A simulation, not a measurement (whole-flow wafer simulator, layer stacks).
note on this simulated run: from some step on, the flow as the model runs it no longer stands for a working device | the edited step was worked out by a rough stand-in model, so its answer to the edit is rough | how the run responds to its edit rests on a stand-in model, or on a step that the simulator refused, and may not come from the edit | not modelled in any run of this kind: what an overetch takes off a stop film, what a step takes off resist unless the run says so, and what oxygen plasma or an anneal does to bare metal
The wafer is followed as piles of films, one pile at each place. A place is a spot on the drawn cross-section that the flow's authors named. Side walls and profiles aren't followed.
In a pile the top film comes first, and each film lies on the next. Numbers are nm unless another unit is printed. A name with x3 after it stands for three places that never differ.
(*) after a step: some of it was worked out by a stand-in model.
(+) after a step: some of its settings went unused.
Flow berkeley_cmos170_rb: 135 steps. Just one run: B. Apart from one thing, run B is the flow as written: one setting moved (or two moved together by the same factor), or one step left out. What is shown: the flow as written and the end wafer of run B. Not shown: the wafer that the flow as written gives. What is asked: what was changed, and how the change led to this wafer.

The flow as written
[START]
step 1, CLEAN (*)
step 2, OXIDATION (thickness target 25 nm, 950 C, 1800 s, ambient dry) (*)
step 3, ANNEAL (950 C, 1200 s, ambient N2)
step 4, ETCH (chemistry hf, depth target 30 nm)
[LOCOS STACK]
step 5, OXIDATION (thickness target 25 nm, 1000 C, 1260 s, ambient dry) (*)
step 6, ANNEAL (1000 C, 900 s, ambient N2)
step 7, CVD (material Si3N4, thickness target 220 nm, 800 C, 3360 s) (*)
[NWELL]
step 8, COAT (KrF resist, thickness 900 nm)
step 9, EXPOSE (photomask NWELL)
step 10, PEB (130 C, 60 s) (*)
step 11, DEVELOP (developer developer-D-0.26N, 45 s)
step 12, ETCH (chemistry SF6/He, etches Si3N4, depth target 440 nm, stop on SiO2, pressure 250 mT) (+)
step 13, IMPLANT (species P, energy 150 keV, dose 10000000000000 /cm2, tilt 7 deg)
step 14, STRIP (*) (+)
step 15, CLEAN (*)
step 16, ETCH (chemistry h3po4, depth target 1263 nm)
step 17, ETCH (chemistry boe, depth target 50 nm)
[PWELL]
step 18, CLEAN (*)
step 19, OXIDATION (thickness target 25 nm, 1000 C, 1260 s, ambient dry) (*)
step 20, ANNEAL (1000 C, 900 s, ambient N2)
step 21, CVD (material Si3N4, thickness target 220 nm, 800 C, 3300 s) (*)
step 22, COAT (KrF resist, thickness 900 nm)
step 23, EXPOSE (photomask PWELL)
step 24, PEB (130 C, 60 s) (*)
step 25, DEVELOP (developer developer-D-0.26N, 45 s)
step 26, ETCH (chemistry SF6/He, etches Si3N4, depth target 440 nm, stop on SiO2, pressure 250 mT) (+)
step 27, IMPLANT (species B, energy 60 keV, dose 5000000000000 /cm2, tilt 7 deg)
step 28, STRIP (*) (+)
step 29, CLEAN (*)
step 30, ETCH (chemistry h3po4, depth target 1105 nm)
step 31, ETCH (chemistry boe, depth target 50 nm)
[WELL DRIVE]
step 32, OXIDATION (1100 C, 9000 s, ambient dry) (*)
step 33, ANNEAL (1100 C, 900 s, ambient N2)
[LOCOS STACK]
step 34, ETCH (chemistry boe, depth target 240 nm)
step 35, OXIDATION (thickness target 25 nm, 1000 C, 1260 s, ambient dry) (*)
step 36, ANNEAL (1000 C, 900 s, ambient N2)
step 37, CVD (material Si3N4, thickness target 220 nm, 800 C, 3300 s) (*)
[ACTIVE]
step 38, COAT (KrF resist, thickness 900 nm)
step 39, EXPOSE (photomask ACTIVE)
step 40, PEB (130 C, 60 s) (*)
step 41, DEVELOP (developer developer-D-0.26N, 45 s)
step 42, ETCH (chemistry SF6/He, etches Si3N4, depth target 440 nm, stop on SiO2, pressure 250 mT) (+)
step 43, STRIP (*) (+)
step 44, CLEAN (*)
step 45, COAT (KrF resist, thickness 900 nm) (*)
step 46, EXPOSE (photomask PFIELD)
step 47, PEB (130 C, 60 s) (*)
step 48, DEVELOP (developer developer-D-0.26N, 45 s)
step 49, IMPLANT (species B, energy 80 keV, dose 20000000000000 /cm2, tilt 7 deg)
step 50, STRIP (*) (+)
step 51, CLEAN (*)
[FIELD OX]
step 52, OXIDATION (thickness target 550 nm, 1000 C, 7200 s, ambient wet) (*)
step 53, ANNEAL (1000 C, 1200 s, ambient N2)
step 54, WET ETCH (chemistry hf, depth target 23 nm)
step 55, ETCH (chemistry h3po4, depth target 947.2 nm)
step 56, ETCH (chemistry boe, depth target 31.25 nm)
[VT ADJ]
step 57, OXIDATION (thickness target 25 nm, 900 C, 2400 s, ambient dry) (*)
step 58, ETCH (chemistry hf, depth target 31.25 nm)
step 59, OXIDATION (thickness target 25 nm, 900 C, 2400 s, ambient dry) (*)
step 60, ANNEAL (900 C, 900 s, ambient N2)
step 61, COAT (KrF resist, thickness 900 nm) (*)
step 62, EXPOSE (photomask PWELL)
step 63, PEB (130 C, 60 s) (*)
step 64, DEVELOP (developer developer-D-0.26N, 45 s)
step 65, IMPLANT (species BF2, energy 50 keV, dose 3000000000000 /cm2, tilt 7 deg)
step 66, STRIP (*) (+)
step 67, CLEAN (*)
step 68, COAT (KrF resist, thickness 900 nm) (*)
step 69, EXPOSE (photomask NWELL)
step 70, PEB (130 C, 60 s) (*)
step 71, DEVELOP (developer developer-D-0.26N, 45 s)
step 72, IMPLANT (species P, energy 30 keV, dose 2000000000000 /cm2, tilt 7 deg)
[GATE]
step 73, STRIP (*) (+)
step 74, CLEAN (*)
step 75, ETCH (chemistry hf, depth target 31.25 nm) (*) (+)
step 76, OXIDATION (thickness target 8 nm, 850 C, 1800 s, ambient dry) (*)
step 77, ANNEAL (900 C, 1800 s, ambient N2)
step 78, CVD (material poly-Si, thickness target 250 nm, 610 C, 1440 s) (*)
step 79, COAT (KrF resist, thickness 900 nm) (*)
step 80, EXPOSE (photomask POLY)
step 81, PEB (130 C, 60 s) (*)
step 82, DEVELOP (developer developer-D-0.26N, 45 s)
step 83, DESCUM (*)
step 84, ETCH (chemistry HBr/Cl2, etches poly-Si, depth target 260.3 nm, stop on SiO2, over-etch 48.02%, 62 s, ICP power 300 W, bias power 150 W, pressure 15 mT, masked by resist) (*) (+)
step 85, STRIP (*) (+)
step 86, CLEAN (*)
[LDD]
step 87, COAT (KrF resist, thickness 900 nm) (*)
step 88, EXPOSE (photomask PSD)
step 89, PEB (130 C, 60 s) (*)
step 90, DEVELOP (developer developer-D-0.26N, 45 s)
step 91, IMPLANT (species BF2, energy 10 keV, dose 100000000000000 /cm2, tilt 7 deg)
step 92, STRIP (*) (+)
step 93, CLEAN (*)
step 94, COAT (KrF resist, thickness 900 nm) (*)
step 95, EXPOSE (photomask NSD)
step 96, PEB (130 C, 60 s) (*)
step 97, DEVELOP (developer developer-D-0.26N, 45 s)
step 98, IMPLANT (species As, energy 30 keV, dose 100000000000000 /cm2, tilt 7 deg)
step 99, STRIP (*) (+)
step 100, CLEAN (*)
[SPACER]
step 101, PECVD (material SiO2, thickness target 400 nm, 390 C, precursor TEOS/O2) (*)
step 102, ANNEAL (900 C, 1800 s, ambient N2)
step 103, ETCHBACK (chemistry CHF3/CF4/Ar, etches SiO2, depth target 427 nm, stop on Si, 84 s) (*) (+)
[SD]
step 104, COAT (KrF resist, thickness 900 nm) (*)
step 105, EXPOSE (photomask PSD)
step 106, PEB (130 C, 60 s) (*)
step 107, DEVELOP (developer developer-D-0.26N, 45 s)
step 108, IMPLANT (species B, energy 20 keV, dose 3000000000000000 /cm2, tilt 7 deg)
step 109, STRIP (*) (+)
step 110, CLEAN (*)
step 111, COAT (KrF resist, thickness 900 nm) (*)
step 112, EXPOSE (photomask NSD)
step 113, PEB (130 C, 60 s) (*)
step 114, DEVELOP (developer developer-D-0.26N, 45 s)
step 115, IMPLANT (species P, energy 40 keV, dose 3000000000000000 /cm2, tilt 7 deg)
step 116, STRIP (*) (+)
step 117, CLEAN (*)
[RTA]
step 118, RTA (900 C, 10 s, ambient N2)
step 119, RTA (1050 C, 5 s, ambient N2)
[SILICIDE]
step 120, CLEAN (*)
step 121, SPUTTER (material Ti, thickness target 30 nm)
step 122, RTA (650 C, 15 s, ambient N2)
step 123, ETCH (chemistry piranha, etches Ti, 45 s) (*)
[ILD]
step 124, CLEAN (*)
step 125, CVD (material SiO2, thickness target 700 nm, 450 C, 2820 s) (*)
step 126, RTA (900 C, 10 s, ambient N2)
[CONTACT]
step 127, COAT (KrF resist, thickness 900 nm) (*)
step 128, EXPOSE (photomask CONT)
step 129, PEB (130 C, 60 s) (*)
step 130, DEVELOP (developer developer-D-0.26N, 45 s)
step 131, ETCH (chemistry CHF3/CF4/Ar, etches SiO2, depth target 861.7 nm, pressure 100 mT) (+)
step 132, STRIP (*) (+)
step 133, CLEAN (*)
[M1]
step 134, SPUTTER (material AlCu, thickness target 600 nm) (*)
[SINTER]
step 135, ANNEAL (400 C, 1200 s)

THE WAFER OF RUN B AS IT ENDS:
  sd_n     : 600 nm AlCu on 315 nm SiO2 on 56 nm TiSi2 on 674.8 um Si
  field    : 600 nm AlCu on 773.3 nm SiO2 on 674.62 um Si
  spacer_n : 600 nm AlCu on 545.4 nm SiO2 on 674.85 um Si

Cause: step 125, CVD: thickness target 315 nm was run, while the flow as written has thickness target 700 nm.
The wafer lets one read it off: sd_n has SiO2 315, and step 125 as written asks for 700 nm.

How this came from the change, step by step:
  step 125, CVD (material SiO2, thickness target 700 nm, 450 C, 2820 s) (*)
      sd_n, gate, sd_p, gate_p, contact, m1: +315 SiO2 (new film) (it would be, as written: +700 SiO2 (new film))
      field, spacer_n, spacer_p: +315 SiO2 (it would be, as written: +700 SiO2)
  step 127, COAT (KrF resist, thickness 900 nm) (*)
      field: +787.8 KrF resist (new film) (it would be, as written: +804.9 KrF resist (new film))
      spacer_n: +799.6 KrF resist (new film) (it would be, as written: +819.8 KrF resist (new film))
      (as well as at 4 more places)
  step 131, ETCH (chemistry CHF3/CF4/Ar, etches SiO2, depth target 861.7 nm, pressure 100 mT) (+)
      field, sd_n, spacer_n, gate, sd_p, spacer_p, gate_p, m1: -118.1 KrF resist (it would be, as written: -215.4 KrF resist)
      contact: -315 SiO2 (all of it), -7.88 TiSi2 (it would be, as written: -700 SiO2 (all of it), -8.08 TiSi2)
  step 132, STRIP (*) (+)
      field: -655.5 KrF resist (all of it) (it would be, as written: -575.3 KrF resist (all of it))
      sd_n: -862.3 KrF resist (all of it) (it would be, as written: -780.4 KrF resist (all of it))
      (as well as at 6 more places)
  step 134, SPUTTER (material AlCu, thickness target 600 nm) (*)
      contact: +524 AlCu (new film) (it would be, as written: +415.1 AlCu (new film))
